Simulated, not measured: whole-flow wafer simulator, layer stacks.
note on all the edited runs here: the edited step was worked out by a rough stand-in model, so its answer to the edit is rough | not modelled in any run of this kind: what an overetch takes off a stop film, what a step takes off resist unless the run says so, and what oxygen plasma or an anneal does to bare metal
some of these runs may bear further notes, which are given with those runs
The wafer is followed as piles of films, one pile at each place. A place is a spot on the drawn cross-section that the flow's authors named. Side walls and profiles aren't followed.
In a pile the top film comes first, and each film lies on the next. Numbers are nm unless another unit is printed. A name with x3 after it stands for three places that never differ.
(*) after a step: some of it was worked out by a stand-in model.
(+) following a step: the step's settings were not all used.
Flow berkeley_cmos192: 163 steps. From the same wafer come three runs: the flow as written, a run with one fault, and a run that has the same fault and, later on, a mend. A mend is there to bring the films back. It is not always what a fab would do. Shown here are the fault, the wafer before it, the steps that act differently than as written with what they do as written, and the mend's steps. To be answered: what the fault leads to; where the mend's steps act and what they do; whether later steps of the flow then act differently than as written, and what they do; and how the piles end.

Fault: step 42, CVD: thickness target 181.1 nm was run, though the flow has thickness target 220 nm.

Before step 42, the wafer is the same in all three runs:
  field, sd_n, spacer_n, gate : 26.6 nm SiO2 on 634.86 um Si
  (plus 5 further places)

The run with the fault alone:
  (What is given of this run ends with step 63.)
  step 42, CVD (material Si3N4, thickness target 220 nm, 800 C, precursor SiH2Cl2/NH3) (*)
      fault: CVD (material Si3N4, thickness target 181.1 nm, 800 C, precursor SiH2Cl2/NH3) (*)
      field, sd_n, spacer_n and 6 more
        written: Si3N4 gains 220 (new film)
        fault: Si3N4 gains 181.1 (new film)
  Later steps of the flow acting differently than as written (2 other steps are not shown; they differ only slightly, by no more than 2% or 0.5 nm, whichever is larger):
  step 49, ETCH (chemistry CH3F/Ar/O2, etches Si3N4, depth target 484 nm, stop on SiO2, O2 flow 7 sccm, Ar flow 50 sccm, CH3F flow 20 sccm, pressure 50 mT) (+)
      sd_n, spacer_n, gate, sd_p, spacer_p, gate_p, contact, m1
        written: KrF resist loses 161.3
        fault: KrF resist loses 135.4
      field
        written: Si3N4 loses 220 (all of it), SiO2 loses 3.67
        fault: Si3N4 loses 181.1 (all of it), SiO2 loses 3.67
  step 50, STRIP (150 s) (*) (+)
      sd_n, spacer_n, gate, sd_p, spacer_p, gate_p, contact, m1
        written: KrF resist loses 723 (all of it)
        fault: KrF resist loses 749 (all of it)
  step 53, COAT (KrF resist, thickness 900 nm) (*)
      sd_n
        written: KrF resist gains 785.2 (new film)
        fault: KrF resist gains 805 (new film)
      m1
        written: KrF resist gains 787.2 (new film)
        fault: KrF resist gains 806.2 (new film)
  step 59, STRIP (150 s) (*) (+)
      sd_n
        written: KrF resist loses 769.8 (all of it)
        fault: KrF resist loses 789.5 (all of it)
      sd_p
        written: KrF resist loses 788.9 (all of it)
        fault: KrF resist loses 805.2 (all of it)
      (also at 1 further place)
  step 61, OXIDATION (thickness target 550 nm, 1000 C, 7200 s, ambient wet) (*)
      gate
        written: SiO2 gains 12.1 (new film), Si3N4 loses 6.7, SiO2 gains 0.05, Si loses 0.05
        fault: SiO2 gains 12.1 (new film), Si3N4 loses 6.7
  After step 63, at sd_n, spacer_n, gate, sd_p, spacer_p, gate_p, contact, m1, the piles differ from the flow's by more than 2% or 0.5 nm, whichever is larger.
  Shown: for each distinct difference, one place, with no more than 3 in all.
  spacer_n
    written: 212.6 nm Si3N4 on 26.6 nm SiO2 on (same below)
    fault: 173.7 nm Si3N4 on 26.6 nm SiO2 on (same below)
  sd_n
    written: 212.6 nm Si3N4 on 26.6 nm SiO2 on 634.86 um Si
    fault: 173.7 nm Si3N4 on 27 nm SiO2 on 634.86 um Si
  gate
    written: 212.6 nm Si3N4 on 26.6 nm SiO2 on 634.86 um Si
    fault: 173.7 nm Si3N4 on 26.6 nm SiO2 on 634.86 um Si

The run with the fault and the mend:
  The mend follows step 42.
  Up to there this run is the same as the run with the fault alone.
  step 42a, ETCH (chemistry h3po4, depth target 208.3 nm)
      field, sd_n, spacer_n and 6 more
        Si3N4 loses 181.1 (all of it)
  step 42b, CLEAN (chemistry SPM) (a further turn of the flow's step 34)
      leaves every film unchanged at each place that is followed
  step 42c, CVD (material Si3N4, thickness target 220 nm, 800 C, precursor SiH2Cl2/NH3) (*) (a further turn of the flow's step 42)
      field, sd_n, spacer_n and 6 more
        Si3N4 gains 220 (new film)
  Every later step of the flow that is run acts as written at every place that is followed.
  The piles end the same as the flow's at every place that both follow.
